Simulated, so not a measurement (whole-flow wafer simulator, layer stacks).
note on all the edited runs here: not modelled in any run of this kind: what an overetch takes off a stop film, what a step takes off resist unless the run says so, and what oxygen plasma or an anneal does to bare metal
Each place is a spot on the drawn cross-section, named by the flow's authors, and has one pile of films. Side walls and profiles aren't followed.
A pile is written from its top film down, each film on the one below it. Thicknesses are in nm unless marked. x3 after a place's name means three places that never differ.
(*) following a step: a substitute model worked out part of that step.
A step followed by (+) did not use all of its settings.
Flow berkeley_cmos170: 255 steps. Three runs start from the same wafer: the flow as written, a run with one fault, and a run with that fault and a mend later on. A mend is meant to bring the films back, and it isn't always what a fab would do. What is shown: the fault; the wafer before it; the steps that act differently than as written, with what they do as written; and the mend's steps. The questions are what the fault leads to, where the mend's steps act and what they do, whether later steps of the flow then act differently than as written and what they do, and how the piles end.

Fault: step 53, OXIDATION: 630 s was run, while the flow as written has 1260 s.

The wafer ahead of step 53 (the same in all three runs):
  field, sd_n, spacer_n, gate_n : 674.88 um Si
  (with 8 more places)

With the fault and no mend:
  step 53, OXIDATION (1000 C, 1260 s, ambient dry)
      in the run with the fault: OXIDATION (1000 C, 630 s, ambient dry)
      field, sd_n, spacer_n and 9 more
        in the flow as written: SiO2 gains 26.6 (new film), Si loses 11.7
        in the run with the fault: SiO2 gains 18.4 (new film), Si loses 8.08
  Steps further on in the flow that do not act as written (46 other steps are not shown; they differ only slightly, by no more than 2% or 0.5 nm, whichever is larger):
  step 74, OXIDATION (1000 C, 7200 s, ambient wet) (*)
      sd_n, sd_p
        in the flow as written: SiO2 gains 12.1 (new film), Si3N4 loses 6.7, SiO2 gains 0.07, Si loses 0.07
        in the run with the fault: SiO2 gains 12.1 (new film), Si3N4 loses 6.7
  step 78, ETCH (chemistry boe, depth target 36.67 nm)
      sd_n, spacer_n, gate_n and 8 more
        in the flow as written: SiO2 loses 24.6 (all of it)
        in the run with the fault: SiO2 loses 16.4 (all of it)
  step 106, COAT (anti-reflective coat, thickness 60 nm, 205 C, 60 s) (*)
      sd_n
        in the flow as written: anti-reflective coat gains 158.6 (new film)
        in the run with the fault: anti-reflective coat gains 154.8 (new film)
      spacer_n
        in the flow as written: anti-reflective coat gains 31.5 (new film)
        in the run with the fault: anti-reflective coat gains 32.8 (new film)
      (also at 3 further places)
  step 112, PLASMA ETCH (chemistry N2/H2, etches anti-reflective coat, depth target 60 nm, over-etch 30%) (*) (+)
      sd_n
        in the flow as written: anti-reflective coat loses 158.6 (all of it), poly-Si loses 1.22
        in the run with the fault: anti-reflective coat loses 154.8 (all of it), poly-Si loses 1.19
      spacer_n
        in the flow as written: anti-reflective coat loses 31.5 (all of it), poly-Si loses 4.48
        in the run with the fault: anti-reflective coat loses 32.8 (all of it), poly-Si loses 4.32
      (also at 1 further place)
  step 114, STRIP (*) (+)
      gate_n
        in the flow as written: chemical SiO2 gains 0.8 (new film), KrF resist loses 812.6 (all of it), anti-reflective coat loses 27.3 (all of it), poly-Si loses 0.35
        in the run with the fault: chemical SiO2 gains 0.8 (new film), KrF resist loses 808.5 (all of it), anti-reflective coat loses 28.6 (all of it), poly-Si loses 0.35
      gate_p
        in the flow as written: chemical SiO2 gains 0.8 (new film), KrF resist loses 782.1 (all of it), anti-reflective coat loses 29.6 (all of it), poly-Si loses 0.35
        in the run with the fault: chemical SiO2 gains 0.8 (new film), KrF resist loses 779.6 (all of it), anti-reflective coat loses 30.5 (all of it), poly-Si loses 0.35
  At the end the piles are close to the flow's at the places that both follow, differing by at most 2% or 0.5 nm, whichever is larger.

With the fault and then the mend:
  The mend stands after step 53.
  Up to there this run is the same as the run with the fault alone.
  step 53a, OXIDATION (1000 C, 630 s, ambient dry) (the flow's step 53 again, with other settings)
      field, sd_n, spacer_n and 9 more
        SiO2 gains 8.19, Si loses 3.6
  Later steps of the flow that are run all act as written at every place that is followed.
  By the end, the piles equal the flow's at every place that both follow.
